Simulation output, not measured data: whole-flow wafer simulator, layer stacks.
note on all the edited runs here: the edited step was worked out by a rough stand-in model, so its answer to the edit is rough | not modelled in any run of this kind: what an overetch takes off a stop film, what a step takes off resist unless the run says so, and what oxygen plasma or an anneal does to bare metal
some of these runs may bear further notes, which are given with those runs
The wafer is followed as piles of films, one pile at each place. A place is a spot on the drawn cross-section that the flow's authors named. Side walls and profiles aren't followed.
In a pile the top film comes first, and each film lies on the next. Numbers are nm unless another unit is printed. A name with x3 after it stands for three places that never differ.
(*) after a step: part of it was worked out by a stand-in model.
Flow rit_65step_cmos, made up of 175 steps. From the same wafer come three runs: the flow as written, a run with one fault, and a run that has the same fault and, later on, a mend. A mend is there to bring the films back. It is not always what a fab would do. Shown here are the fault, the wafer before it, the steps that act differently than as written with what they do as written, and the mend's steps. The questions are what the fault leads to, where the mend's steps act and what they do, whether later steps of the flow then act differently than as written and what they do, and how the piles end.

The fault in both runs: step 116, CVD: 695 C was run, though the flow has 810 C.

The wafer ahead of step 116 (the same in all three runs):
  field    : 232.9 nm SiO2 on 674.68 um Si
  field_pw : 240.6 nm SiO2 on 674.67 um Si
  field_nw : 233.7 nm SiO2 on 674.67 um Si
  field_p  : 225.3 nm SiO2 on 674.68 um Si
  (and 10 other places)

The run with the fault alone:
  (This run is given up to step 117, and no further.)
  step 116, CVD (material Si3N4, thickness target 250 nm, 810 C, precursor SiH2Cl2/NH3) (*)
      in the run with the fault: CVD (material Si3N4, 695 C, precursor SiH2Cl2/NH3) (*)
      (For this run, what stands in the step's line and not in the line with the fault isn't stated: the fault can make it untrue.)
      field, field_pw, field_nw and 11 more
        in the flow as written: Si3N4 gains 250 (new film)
        in the run with the fault: Si3N4 gains 32.4 (new film)
  Every later step of the flow up to step 117 that is run acts as written at every place that is followed.
  The piles after step 117 differ from the flow's at field, field_pw, field_nw and 11 more by more than 2% or 0.5 nm, whichever is larger.
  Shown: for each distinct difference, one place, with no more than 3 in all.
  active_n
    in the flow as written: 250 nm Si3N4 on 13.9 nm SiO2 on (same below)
    in the run with the fault: 32.4 nm Si3N4 on 13.9 nm SiO2 on (same below)
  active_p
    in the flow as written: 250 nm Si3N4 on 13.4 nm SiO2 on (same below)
    in the run with the fault: 32.4 nm Si3N4 on 13.4 nm SiO2 on (same below)
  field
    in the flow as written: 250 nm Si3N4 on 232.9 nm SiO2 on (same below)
    in the run with the fault: 32.4 nm Si3N4 on 232.9 nm SiO2 on (same below)

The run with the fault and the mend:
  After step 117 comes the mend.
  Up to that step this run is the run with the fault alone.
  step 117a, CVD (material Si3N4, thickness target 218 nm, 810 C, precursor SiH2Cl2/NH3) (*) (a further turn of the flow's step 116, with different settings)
      field, field_pw, field_nw and 11 more
        Si3N4 gains 218
  Every later step of the flow that is run acts as written, at every place that is followed, to within 2% or 0.5 nm, whichever is larger.
  The piles end only slightly different from the flow's at the places that both follow, by no more than 2% or 0.5 nm, whichever is larger.
